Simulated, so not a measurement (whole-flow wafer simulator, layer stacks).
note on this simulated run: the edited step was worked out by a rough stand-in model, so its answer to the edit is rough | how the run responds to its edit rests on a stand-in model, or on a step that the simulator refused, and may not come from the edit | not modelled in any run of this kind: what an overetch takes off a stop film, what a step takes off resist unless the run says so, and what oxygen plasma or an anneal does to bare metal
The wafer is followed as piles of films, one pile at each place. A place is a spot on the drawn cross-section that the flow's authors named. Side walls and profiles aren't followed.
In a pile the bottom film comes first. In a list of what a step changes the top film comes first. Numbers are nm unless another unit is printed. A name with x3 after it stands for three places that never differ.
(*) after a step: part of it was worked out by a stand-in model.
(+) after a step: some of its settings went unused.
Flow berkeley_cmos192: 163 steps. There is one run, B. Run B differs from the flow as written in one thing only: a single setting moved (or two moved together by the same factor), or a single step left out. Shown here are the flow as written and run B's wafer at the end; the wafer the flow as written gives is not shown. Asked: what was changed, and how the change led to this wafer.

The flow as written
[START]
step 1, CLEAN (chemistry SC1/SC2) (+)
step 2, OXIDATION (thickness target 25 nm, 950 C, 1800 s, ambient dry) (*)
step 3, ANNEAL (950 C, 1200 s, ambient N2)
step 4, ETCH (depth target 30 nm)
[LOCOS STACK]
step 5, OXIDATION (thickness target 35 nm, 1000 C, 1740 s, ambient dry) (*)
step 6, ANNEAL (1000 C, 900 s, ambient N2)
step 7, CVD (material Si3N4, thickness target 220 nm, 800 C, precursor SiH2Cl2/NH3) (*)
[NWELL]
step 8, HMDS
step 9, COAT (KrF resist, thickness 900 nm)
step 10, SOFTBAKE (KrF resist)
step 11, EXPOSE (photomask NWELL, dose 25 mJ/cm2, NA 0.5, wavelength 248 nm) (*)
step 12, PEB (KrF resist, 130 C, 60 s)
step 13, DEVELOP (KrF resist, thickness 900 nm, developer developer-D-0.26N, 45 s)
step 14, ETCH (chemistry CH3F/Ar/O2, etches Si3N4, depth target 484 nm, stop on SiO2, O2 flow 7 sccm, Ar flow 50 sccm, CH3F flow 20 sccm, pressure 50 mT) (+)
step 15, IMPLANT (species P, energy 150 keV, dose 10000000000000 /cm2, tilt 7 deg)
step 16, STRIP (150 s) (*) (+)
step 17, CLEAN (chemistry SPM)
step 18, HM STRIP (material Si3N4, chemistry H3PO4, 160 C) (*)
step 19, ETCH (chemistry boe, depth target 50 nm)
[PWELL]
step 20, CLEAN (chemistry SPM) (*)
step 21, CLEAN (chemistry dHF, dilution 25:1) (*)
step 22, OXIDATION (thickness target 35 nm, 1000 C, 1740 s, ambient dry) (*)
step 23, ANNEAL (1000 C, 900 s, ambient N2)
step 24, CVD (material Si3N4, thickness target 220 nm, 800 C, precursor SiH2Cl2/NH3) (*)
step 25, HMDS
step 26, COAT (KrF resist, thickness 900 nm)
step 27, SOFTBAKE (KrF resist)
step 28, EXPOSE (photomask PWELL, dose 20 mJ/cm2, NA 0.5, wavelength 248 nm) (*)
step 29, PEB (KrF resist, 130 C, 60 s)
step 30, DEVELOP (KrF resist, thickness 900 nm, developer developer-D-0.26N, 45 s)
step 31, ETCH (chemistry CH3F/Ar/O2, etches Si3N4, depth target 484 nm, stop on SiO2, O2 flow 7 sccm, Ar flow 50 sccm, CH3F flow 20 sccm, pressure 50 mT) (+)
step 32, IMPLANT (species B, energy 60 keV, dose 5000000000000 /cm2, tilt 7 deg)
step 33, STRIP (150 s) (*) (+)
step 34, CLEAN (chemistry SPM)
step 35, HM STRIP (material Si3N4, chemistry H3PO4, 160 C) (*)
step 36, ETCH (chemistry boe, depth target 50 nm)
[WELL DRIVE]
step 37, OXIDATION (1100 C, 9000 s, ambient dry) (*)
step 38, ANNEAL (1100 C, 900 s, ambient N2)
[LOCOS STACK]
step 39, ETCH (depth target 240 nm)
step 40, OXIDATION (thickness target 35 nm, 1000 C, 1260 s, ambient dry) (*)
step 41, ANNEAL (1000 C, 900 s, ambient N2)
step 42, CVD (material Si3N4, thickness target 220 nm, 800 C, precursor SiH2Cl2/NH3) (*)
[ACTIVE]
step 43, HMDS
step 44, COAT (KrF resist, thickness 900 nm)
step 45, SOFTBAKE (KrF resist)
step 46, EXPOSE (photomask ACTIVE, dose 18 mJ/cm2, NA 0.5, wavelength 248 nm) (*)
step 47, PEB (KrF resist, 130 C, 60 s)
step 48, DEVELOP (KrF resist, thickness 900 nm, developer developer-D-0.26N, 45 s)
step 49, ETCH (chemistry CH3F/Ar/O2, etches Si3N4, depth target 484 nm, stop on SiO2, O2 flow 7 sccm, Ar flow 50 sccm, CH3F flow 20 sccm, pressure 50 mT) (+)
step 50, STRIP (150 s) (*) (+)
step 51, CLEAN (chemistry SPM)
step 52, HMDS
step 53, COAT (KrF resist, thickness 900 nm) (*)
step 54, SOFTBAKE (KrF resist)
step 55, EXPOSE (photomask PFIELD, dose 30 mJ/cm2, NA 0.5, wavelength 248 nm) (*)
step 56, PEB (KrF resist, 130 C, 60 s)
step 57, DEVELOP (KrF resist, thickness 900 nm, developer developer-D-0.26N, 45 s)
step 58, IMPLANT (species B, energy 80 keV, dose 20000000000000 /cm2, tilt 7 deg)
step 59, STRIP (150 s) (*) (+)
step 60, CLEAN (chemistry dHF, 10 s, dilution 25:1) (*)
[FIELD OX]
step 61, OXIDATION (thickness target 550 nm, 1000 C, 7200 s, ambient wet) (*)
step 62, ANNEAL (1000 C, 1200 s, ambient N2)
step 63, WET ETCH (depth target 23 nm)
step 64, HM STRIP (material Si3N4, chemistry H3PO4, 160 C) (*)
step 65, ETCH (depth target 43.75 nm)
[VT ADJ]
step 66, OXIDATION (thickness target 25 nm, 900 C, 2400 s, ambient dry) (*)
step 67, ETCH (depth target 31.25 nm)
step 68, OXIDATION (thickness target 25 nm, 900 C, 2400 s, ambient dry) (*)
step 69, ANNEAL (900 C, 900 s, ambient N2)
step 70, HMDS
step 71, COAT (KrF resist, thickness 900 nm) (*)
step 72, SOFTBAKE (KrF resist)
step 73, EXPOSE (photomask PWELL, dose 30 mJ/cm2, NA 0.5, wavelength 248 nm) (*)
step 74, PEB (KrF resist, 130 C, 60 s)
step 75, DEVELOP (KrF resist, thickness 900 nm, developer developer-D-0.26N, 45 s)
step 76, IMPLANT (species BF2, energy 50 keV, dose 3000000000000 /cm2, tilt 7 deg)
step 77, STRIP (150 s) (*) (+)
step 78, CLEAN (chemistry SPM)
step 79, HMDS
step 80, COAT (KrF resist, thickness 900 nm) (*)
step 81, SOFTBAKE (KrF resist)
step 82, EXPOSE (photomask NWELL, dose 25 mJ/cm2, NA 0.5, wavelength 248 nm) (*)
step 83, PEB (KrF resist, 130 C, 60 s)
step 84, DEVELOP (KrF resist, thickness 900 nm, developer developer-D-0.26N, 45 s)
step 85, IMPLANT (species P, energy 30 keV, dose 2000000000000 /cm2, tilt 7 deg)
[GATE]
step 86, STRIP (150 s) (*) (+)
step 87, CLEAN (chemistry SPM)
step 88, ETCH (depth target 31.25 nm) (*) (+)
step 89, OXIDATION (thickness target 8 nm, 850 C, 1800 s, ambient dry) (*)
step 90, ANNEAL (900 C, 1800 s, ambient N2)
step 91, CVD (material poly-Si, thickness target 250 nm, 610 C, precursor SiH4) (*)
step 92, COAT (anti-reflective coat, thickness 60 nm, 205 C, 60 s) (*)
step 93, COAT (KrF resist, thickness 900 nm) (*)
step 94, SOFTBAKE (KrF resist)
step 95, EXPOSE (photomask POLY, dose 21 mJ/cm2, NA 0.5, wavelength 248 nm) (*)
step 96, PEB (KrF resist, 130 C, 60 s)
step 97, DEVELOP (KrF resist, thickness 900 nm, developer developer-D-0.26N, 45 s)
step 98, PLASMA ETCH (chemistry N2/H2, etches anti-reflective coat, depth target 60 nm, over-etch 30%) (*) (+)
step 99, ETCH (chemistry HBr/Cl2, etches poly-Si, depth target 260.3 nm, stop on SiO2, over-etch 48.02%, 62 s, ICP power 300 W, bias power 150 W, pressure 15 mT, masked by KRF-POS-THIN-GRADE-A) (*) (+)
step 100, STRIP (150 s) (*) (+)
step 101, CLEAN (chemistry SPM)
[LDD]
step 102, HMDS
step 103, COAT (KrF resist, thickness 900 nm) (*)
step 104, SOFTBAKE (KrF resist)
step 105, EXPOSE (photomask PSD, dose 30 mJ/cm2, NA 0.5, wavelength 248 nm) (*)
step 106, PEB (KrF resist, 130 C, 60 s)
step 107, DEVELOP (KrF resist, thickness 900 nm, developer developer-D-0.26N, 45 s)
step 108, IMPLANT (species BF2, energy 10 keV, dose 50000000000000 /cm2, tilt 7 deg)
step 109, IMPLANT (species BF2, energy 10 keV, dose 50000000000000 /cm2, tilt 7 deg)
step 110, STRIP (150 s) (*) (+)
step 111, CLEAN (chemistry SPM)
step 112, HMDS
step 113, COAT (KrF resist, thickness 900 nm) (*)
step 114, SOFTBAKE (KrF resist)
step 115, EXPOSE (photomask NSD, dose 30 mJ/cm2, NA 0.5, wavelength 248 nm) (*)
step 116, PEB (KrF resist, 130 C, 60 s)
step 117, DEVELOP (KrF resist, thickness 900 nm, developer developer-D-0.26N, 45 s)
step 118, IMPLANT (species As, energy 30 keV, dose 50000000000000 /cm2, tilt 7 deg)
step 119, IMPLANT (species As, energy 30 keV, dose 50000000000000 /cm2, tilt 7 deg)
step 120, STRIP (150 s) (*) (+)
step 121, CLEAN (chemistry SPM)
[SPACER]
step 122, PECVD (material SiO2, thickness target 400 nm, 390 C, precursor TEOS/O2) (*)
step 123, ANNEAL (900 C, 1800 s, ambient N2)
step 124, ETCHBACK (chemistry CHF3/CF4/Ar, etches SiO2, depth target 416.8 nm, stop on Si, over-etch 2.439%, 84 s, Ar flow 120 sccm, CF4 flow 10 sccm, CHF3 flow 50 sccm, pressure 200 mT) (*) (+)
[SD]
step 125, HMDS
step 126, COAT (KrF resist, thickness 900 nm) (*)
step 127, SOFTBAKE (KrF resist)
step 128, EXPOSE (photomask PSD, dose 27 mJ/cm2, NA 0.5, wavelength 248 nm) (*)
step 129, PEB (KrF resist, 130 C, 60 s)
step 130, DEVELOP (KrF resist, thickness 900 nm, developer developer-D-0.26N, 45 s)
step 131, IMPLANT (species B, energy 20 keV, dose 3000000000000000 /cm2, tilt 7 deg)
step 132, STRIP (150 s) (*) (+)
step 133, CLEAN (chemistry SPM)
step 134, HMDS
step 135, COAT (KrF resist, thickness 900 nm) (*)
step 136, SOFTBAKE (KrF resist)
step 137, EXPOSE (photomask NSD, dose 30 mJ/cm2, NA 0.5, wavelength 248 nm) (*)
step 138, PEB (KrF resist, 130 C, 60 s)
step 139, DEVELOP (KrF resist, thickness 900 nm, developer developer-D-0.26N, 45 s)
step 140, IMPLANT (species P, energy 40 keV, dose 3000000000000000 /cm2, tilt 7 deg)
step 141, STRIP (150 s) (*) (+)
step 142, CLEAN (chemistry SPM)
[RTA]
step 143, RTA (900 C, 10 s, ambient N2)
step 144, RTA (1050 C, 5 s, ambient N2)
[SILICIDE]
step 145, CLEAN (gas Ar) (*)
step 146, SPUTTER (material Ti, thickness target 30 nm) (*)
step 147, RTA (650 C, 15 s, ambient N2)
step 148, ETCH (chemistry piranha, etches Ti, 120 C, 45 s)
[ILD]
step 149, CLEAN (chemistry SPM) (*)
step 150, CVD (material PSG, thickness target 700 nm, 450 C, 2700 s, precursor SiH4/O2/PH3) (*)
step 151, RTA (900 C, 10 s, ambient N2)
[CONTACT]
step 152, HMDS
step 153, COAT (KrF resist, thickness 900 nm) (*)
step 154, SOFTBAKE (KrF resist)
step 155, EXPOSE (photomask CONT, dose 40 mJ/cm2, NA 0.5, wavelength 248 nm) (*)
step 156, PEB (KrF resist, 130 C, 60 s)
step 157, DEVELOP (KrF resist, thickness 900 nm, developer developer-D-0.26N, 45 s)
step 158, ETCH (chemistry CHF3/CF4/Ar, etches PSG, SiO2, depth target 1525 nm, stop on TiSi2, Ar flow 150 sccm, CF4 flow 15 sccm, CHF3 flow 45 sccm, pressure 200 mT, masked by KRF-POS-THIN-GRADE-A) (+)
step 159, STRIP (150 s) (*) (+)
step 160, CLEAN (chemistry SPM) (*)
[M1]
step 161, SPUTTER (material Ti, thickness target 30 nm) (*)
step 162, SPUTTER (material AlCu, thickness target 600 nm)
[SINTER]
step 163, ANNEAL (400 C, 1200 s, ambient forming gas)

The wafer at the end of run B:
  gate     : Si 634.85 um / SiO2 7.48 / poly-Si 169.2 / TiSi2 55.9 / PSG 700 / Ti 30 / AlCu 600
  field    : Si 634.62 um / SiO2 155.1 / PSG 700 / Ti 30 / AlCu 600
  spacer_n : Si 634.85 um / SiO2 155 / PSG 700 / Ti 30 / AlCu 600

Cause: step 122, PECVD: thickness target 160 nm was run, whereas the flow has thickness target 400 nm.

The path from the change to this, step by step:
  step 122, PECVD (material SiO2, thickness target 400 nm, 390 C, precursor TEOS/O2) (*)
      field, sd_n, contact, m1: SiO2 gains 160 (in the flow as written it would be: SiO2 gains 400)
      spacer_n, sd_p, spacer_p: SiO2 gains 154.7 (in the flow as written it would be: SiO2 gains 385.5)
      (and at 2 other places as well)
  step 124, ETCHBACK (chemistry CHF3/CF4/Ar, etches SiO2, depth target 416.8 nm, stop on Si, over-etch 2.439%, 84 s, Ar flow 120 sccm, CF4 flow 10 sccm, CHF3 flow 50 sccm, pressure 200 mT) (*) (+)
      spacer_n: nothing (in the flow as written it would be: SiO2 loses 160)
      spacer_p: nothing (in the flow as written it would be: SiO2 loses 159.9)
      (and at 6 other places as well)
  step 126, COAT (KrF resist, thickness 900 nm) (*)
      field: KrF resist gains 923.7 (new film) (in the flow as written it would be: KrF resist gains 865.2 (new film))
      sd_n: KrF resist gains 869.7 (new film) (in the flow as written it would be: KrF resist gains 999.7 (new film))
      (and at 7 other places as well)
  step 130, DEVELOP (KrF resist, thickness 900 nm, developer developer-D-0.26N, 45 s)
      sd_p: KrF resist loses 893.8 (all of it) (in the flow as written it would be: KrF resist loses 1004.6 (all of it))
      spacer_p: KrF resist loses 759.2 (all of it) (in the flow as written it would be: KrF resist loses 784.6 (all of it))
      (and at 1 other place as well)
  step 132, STRIP (150 s) (*) (+)
      field: KrF resist loses 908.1 (all of it) (in the flow as written it would be: KrF resist loses 849.7 (all of it))
      sd_n: chemical SiO2 gains 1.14 (new film), KrF resist loses 854.1 (all of it), Si loses 0.5 (in the flow as written it would be: chemical SiO2 gains 1.13 (new film), KrF resist loses 983.9 (all of it), Si loses 0.5)
      (and at 4 other places as well)
  step 135, COAT (KrF resist, thickness 900 nm) (*)
      field: KrF resist gains 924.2 (new film) (in the flow as written it would be: KrF resist gains 865 (new film))
      sd_n: KrF resist gains 869.4 (new film) (in the flow as written it would be: KrF resist gains 999.2 (new film))
      (and at 7 other places as well)
  step 139, DEVELOP (KrF resist, thickness 900 nm, developer developer-D-0.26N, 45 s)
      sd_n: KrF resist loses 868 (all of it) (in the flow as written it would be: KrF resist loses 997.6 (all of it))
      spacer_n: KrF resist loses 758 (all of it) (in the flow as written it would be: KrF resist loses 789.9 (all of it))
      (and at 2 other places as well)
  step 141, STRIP (150 s) (*) (+)
      field: KrF resist loses 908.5 (all of it) (in the flow as written it would be: KrF resist loses 849.5 (all of it))
      sd_p: KrF resist loses 879.2 (all of it), chemical SiO2 gains 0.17, Si loses 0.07 (in the flow as written it would be: KrF resist loses 989.8 (all of it), chemical SiO2 gains 0.16, Si loses 0.07)
      (and at 3 other places as well)
  step 146, SPUTTER (material Ti, thickness target 30 nm) (*)
      sd_p: Ti gains 30 (new film) (in the flow as written it would be: Ti gains 28 (new film))
  step 147, RTA (650 C, 15 s, ambient N2)
      sd_p: Ti loses 23.4, TiSi first gains 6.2 (new film), TiSi2 C49 gains 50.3 (new film), Si loses 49 (in the flow as written it would be: Ti loses 21.9, TiSi first gains 2.35 (new film), TiSi2 C49 gains 52.1 (new film), Si loses 48.1)
  step 150, CVD (material PSG, thickness target 700 nm, 450 C, 2700 s, precursor SiH4/O2/PH3) (*)
      sd_p: PSG gains 700 (new film) (in the flow as written it would be: PSG gains 665.5 (new film))
  step 151, RTA (900 C, 10 s, ambient N2)
      sd_p: under 1 film: TiSi2 gains 55.9 (new film), TiSi first loses 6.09 (all of it), TiSi2 C49 loses 50.3 (all of it), Si loses 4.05 (in the flow as written it would be: under 1 film: TiSi2 gains 52.2 (new film), TiSi first loses 2.25 (all of it), TiSi2 C49 loses 52.1 (all of it), Si loses 1.5)
  step 153, COAT (KrF resist, thickness 900 nm) (*)
      field: KrF resist gains 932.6 (new film) (in the flow as written it would be: KrF resist gains 881.3 (new film))
      sd_n: KrF resist gains 870.2 (new film) (in the flow as written it would be: KrF resist gains 1002.2 (new film))
      (and at 7 other places as well)
  step 157, DEVELOP (KrF resist, thickness 900 nm, developer developer-D-0.26N, 45 s)
      contact: KrF resist loses 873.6 (all of it) (in the flow as written it would be: KrF resist loses 979.3 (all of it))
  step 159, STRIP (150 s) (*) (+)
      field: KrF resist loses 722.8 (all of it) (in the flow as written it would be: KrF resist loses 671.6 (all of it))
      sd_n: KrF resist loses 660.6 (all of it) (in the flow as written it would be: KrF resist loses 792.3 (all of it))
      (and at 6 other places as well)
  step 161, SPUTTER (material Ti, thickness target 30 nm) (*)
      sd_p: Ti gains 30 (new film) (in the flow as written it would be: Ti gains 26.6 (new film))
  step 162, SPUTTER (material AlCu, thickness target 600 nm)
      sd_p: AlCu gains 600 (new film) (in the flow as written it would be: AlCu gains 551.2 (new film))
